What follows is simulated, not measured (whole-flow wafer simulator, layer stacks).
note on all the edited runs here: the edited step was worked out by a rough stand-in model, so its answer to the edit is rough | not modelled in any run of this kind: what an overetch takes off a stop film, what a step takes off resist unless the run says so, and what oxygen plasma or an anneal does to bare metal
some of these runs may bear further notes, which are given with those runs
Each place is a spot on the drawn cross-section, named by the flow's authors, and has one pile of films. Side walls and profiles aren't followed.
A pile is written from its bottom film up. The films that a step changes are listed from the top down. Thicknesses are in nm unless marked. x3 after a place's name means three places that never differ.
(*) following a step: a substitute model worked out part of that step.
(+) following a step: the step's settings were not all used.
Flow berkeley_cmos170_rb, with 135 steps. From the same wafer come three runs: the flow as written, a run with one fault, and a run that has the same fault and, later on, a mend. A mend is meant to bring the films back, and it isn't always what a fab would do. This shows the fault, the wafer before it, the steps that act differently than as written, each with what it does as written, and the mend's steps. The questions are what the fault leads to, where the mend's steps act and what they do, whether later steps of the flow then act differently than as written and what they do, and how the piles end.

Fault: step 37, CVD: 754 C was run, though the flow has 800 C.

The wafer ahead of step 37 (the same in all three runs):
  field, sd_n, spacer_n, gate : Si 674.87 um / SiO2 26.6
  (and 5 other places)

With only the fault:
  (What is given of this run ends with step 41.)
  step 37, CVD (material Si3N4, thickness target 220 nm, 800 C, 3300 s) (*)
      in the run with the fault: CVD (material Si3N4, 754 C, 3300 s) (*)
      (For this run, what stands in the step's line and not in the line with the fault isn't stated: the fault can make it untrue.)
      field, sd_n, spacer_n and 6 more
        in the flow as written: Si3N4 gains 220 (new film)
        in the run with the fault: Si3N4 gains 106.5 (new film)
  Every later step of the flow up to step 41 that is run acts as written at every place that is followed.
  After step 41, at field, sd_n, spacer_n and 6 more, the piles differ from the flow's by more than 2% or 0.5 nm, whichever is larger.
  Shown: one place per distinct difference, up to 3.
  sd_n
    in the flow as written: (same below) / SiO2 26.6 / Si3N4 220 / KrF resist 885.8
    in the run with the fault: (same below) / SiO2 26.6 / Si3N4 106.5 / KrF resist 885.8
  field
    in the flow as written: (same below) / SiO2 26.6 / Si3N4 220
    in the run with the fault: (same below) / SiO2 26.6 / Si3N4 106.5

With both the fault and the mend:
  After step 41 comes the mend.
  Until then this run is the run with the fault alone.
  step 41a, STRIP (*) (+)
      sd_n, spacer_n, gate, sd_p, spacer_p, gate_p, contact, m1
        KrF resist loses 885.8 (all of it)
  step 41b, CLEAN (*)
      leaves every film unchanged at each place that is followed
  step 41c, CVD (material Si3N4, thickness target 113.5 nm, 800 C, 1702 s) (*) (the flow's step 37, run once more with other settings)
      field, sd_n, spacer_n and 6 more
        Si3N4 gains 113.5
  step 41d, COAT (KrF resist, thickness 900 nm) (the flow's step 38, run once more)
      field, sd_n, spacer_n and 6 more
        KrF resist gains 900 (new film)
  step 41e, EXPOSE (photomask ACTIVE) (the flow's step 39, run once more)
      leaves every film unchanged at each place that is followed
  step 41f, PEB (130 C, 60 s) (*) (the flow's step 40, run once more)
      leaves every film unchanged at each place that is followed
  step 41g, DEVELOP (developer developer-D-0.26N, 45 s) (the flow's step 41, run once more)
      sd_n, spacer_n, gate, sd_p, spacer_p, gate_p, contact, m1
        KrF resist loses 14.2
      field
        KrF resist loses 900 (all of it)
  Every later step of the flow that is run acts as written at every place that is followed.
  The piles end the same as the flow's at every place that both follow.
